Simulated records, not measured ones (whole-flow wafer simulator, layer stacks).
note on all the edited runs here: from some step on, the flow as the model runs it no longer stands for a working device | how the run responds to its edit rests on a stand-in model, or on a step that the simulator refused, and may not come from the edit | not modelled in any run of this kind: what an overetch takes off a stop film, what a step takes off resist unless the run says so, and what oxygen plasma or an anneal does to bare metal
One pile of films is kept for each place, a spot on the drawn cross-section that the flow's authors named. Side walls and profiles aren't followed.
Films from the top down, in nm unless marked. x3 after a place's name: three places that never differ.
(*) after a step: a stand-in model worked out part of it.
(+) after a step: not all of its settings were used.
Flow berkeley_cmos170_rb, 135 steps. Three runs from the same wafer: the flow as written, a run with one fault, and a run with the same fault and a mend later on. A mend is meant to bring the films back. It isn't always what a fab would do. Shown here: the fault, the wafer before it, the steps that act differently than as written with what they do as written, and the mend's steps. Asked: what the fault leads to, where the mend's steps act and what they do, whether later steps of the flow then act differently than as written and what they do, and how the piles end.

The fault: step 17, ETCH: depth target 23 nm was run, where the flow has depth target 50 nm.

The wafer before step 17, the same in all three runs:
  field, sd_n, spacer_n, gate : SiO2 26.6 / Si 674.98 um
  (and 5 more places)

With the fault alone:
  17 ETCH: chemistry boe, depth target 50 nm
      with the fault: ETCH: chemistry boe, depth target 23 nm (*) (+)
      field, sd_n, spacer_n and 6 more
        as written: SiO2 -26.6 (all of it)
        with the fault: SiO2 -23
  Later steps of the flow that act differently than as written:
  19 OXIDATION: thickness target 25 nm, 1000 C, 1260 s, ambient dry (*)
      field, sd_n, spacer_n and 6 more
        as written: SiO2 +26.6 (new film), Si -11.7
        with the fault: SiO2 +24, Si -10.6
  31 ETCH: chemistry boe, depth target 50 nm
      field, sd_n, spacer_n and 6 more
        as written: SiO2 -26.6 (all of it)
        with the fault: SiO2 -27.6 (all of it)
  At the end the piles differ from the flow's only slightly at the places that both follow, by at most 2% or 0.5 nm, whichever is larger.

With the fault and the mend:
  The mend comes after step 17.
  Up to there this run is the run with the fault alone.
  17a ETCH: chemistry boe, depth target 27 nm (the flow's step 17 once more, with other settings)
      field, sd_n, spacer_n and 6 more
        SiO2 -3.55 (all of it)
  No later step of the flow acts differently than as written at any place that is followed.
  At the end the piles are the same as the flow's at every place that both follow.
